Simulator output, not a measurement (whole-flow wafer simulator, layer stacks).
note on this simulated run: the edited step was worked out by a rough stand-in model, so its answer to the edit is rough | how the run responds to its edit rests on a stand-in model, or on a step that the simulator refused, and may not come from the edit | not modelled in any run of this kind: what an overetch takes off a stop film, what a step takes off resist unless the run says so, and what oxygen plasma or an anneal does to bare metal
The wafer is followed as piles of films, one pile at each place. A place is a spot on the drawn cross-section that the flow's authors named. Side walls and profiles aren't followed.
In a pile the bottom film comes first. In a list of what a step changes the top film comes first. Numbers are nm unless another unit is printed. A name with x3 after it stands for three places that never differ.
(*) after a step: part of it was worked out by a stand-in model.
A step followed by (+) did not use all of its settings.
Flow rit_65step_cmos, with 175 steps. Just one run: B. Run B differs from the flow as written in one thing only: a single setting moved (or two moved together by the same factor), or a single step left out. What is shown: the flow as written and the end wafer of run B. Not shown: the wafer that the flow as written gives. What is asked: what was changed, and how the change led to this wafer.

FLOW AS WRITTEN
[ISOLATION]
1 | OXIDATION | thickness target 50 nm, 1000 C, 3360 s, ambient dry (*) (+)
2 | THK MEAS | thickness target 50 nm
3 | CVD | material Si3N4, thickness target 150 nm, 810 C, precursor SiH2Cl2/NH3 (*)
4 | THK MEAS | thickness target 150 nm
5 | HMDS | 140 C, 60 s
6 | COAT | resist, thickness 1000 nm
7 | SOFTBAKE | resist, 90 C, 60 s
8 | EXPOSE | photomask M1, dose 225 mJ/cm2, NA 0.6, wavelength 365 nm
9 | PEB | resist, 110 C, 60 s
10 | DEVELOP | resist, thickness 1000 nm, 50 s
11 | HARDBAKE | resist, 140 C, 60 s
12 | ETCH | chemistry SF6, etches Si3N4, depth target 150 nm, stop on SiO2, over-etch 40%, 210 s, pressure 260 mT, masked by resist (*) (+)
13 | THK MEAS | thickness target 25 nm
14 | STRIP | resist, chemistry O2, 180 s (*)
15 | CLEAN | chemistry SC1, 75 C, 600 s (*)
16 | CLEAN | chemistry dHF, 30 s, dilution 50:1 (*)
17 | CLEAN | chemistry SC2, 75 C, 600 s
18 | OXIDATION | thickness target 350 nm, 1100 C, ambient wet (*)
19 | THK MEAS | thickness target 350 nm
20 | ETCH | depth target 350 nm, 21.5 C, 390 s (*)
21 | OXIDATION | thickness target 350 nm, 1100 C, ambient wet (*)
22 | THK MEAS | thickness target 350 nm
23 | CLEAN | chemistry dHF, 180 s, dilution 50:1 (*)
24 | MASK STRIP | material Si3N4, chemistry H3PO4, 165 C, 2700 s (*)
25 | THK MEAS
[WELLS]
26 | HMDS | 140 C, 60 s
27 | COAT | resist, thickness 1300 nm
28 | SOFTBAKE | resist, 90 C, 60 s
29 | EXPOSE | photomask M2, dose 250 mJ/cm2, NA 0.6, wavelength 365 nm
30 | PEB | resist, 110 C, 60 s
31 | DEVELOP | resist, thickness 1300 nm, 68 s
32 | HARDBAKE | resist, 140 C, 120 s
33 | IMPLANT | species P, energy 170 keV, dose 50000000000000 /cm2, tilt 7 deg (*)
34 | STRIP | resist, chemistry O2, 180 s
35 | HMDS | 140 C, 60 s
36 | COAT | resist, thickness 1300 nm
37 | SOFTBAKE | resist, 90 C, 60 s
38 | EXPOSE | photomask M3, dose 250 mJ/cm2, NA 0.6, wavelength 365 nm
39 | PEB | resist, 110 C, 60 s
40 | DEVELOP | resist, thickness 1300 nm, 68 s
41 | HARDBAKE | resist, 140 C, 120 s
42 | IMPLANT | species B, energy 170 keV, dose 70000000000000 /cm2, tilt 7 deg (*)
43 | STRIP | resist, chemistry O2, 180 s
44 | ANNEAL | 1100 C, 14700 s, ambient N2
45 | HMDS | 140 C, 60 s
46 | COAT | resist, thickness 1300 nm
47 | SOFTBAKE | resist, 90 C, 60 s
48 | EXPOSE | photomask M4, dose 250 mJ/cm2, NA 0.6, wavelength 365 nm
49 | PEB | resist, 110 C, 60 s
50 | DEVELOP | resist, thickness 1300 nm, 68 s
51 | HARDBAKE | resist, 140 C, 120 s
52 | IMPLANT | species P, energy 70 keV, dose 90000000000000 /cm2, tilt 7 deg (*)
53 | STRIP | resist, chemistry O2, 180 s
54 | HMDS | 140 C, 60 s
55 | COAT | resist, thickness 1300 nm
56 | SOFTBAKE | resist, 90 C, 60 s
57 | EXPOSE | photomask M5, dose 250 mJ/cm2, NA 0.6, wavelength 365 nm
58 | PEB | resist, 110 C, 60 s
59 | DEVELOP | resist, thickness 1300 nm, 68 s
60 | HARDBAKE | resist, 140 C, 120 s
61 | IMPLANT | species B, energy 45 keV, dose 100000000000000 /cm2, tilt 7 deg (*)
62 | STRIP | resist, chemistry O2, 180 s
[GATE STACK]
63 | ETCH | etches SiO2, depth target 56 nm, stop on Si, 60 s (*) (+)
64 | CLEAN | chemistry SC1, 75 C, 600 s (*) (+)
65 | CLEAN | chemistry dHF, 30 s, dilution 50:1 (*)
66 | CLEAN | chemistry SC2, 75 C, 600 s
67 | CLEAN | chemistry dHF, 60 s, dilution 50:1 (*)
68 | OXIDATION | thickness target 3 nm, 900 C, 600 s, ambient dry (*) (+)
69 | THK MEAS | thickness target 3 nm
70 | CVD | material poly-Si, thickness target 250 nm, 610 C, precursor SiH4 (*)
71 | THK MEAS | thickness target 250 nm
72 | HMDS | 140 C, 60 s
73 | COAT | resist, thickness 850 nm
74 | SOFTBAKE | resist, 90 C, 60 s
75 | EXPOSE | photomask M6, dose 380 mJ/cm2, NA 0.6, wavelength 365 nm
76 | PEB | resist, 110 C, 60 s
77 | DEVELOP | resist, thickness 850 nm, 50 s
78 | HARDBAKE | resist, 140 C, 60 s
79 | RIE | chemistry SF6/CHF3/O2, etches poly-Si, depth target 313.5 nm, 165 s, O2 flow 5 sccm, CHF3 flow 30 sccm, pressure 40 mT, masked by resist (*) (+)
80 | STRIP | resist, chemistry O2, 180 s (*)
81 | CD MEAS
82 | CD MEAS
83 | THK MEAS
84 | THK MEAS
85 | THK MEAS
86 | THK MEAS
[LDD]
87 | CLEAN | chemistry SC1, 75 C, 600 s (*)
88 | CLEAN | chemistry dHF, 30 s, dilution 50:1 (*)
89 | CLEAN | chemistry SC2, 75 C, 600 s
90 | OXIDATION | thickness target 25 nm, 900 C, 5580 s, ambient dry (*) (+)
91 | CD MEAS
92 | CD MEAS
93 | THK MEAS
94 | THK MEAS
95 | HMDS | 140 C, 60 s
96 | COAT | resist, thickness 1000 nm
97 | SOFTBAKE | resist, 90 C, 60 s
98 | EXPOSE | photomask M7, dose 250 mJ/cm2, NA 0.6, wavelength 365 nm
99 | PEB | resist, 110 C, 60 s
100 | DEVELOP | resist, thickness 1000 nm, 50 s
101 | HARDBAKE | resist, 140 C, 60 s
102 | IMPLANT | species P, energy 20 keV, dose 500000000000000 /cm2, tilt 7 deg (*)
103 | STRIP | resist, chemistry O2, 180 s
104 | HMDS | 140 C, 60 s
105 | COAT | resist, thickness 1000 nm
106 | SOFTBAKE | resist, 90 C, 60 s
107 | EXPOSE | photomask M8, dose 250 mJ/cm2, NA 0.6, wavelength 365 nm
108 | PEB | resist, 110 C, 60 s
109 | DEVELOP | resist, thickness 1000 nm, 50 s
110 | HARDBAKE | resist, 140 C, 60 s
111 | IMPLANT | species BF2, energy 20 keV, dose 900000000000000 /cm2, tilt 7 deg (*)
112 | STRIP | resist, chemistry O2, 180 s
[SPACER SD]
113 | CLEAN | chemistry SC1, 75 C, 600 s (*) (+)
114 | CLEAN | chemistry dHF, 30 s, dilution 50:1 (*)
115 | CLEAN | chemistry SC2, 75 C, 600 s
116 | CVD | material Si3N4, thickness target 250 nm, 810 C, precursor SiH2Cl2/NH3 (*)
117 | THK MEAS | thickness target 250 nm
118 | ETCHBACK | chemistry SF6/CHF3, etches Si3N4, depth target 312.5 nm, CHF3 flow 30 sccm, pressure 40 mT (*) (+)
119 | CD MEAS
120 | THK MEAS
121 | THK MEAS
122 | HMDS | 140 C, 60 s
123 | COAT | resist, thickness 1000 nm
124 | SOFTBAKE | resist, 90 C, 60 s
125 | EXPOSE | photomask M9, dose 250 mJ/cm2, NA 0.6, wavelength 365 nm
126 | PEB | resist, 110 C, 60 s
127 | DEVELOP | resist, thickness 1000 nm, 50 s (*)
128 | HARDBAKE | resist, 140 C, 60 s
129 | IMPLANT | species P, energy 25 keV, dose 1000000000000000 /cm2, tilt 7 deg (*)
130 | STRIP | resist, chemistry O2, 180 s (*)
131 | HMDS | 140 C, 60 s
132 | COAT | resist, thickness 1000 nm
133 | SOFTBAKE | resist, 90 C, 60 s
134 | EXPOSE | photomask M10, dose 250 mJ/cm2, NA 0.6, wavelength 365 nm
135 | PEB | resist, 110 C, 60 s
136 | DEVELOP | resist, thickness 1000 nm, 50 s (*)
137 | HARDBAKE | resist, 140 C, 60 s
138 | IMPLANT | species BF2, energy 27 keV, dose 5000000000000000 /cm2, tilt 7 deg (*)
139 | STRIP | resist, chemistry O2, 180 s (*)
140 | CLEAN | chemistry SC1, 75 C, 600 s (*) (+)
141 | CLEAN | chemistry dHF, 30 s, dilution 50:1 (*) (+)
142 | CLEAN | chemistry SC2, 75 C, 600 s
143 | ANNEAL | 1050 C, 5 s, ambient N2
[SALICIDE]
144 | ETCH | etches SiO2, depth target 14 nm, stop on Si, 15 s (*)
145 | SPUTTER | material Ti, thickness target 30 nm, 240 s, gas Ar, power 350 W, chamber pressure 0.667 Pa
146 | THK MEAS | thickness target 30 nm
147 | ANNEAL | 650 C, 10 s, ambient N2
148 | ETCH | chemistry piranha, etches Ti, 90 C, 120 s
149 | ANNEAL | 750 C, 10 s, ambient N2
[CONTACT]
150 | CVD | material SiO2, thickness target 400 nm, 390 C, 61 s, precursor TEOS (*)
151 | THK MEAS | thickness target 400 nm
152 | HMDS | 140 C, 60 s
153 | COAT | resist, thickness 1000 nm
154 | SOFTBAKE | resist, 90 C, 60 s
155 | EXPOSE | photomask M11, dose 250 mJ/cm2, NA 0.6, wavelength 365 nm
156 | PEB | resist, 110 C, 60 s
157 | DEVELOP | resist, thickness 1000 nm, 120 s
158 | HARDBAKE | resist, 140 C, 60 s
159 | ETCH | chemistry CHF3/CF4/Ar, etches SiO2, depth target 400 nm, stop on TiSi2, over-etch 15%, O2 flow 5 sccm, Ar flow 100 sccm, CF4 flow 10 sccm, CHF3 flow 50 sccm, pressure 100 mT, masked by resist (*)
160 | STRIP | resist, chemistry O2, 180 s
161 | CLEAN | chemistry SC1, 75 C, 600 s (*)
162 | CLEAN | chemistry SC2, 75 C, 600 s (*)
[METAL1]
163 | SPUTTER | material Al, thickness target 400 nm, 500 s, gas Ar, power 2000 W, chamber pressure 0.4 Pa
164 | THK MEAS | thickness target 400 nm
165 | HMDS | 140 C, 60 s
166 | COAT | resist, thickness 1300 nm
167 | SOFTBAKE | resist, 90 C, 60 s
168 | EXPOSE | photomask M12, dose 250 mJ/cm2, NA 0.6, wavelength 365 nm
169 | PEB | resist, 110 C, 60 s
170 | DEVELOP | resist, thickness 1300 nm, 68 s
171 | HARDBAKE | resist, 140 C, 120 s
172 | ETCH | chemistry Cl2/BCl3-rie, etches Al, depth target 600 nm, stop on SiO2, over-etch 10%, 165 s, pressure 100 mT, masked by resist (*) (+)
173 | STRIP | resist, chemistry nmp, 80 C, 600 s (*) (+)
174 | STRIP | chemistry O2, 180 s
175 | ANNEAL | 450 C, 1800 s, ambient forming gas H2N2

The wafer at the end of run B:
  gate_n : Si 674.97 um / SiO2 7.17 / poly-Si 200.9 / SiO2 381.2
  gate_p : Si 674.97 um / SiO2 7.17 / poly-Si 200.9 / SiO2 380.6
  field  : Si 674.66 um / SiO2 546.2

The reason: step 90, OXIDATION: 1035 C was run, though the flow has 900 C.

The path from the change to this, step by step:
  90 | OXIDATION | thickness target 25 nm, 900 C, 5580 s, ambient dry (*) (+)
      active_n, active_p, spacer, spacer_p, sd_n, sd_p, contact, m1: +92 SiO2 (new film), -0.4 chemical SiO2 (all of it), -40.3 Si (in the flow as written it would be: +26.5 SiO2 (new film), -0.4 chemical SiO2 (all of it), -11.5 Si)
      field, field_pw: +33.2 SiO2, -14.6 Si (in the flow as written it would be: +6.57 SiO2, -2.89 Si)
      (as well as at 4 more places)
  101 | HARDBAKE | resist, 140 C, 60 s
      field_p: -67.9 resist (in the flow as written it would be: -66.5 resist)
  110 | HARDBAKE | resist, 140 C, 60 s
      field: -67.5 resist (in the flow as written it would be: -66.1 resist)
  118 | ETCHBACK | chemistry SF6/CHF3, etches Si3N4, depth target 312.5 nm, CHF3 flow 30 sccm, pressure 40 mT (*) (+)
      gate_n: -250 Si3N4 (all of it), -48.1 SiO2 (in the flow as written it would be: -250 Si3N4 (all of it), -16.3 SiO2 (all of it), -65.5 poly-Si)
      gate_p: -250 Si3N4 (all of it), -48.1 SiO2 (in the flow as written it would be: -250 Si3N4 (all of it), -15.7 SiO2 (all of it), -66.7 poly-Si)
      (as well as at 2 more places)
  123 | COAT | resist, thickness 1000 nm
      gate_n: +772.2 resist (new film) (in the flow as written it would be: +835 resist (new film))
      gate_p: +772.5 resist (new film) (in the flow as written it would be: +836.1 resist (new film))
      (as well as at 2 more places)
  126 | PEB | resist, 110 C, 60 s
      gate_n, gate_p: -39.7 resist (in the flow as written it would be: -43.1 resist)
      spacer: -40.4 resist (in the flow as written it would be: -41.9 resist)
      (as well as at 1 more place)
  127 | DEVELOP | resist, thickness 1000 nm, 50 s (*)
      gate_n: -732.5 resist (all of it) (in the flow as written it would be: -791.9 resist (all of it))
      spacer: -744.4 resist (all of it) (in the flow as written it would be: -772.3 resist (all of it))
  128 | HARDBAKE | resist, 140 C, 60 s
      gate_p: -47.4 resist (in the flow as written it would be: -51.9 resist)
      spacer_p: -48.3 resist (in the flow as written it would be: -50.4 resist)
  130 | STRIP | resist, chemistry O2, 180 s (*)
      gate_n: nothing (in the flow as written it would be: +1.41 chemical SiO2 (new film), -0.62 poly-Si)
      gate_p: -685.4 resist (all of it) (in the flow as written it would be: +1.31 chemical SiO2 (new film), -741.1 resist (all of it), -0.58 poly-Si)
      (as well as at 1 more place)
  132 | COAT | resist, thickness 1000 nm
      gate_n: +772.2 resist (new film) (in the flow as written it would be: +834.8 resist (new film))
      gate_p: +772.5 resist (new film) (in the flow as written it would be: +835.9 resist (new film))
      (as well as at 2 more places)
  135 | PEB | resist, 110 C, 60 s
      gate_n, gate_p: -39.7 resist (in the flow as written it would be: -43.1 resist)
      spacer, spacer_p: -40.4 resist (in the flow as written it would be: -42 resist)
  136 | DEVELOP | resist, thickness 1000 nm, 50 s (*)
      gate_p: -732.8 resist (all of it) (in the flow as written it would be: -792.8 resist (all of it))
      spacer_p: -744.7 resist (all of it) (in the flow as written it would be: -773.3 resist (all of it))
  137 | HARDBAKE | resist, 140 C, 60 s
      gate_n: -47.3 resist (in the flow as written it would be: -51.8 resist)
      spacer: -48.2 resist (in the flow as written it would be: -50.4 resist)
  139 | STRIP | resist, chemistry O2, 180 s (*)
      gate_n: -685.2 resist (all of it) (in the flow as written it would be: -740 resist (all of it), +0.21 chemical SiO2, -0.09 poly-Si)
      spacer: -696.2 resist (all of it) (in the flow as written it would be: -722.5 resist (all of it))
  140 | CLEAN | chemistry SC1, 75 C, 600 s (*) (+)
      gate_n, gate_p: -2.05 SiO2 (in the flow as written it would be: -1.02 chemical SiO2, -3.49 poly-Si)
  141 | CLEAN | chemistry dHF, 30 s, dilution 50:1 (*) (+)
      gate_n, gate_p: -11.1 SiO2 (in the flow as written it would be: -0.6 chemical SiO2 (all of it))
  ... 12 further steps ...
  170 | DEVELOP | resist, thickness 1300 nm, 68 s
      field: -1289 resist (all of it) (in the flow as written it would be: -1316.6 resist (all of it))
      field_p: -1296.1 resist (all of it) (in the flow as written it would be: -1324.1 resist (all of it))
      (as well as at 4 more places)
